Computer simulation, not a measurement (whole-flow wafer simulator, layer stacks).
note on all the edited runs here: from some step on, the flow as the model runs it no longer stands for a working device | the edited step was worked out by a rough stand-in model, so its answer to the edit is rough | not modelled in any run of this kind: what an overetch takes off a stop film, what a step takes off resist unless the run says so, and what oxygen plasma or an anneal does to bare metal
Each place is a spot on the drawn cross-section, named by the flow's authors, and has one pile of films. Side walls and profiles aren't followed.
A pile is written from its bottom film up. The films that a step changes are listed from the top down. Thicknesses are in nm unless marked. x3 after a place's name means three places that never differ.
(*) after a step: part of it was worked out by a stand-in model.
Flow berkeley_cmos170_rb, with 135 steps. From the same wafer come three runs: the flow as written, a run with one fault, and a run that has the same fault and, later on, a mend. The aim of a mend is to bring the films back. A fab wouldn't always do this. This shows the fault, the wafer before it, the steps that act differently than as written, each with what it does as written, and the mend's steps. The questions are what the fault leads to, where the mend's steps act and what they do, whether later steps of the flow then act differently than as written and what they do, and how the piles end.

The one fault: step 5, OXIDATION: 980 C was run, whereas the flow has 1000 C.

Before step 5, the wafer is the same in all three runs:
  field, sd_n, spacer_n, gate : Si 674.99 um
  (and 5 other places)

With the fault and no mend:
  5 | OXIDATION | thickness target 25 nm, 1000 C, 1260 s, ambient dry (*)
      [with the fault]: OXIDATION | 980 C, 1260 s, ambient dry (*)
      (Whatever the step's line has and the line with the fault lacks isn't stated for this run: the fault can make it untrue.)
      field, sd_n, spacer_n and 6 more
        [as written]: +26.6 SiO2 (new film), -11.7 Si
        [with the fault]: +21.7 SiO2 (new film), -9.56 Si
  Later steps of the flow acting differently than as written:
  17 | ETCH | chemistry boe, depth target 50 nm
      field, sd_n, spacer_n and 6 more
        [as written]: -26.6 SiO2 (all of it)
        [with the fault]: -21.7 SiO2 (all of it)
  The piles end only slightly different from the flow's at the places that both follow, by no more than 2% or 0.5 nm, whichever is larger.

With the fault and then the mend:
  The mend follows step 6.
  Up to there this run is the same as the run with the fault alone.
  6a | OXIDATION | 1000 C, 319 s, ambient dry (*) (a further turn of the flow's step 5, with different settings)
      field, sd_n, spacer_n and 6 more
        +4.9 SiO2, -2.15 Si
  None of the later steps of the flow acts differently than as written at any place that is followed.
  The piles end the same as the flow's at every place that both follow.
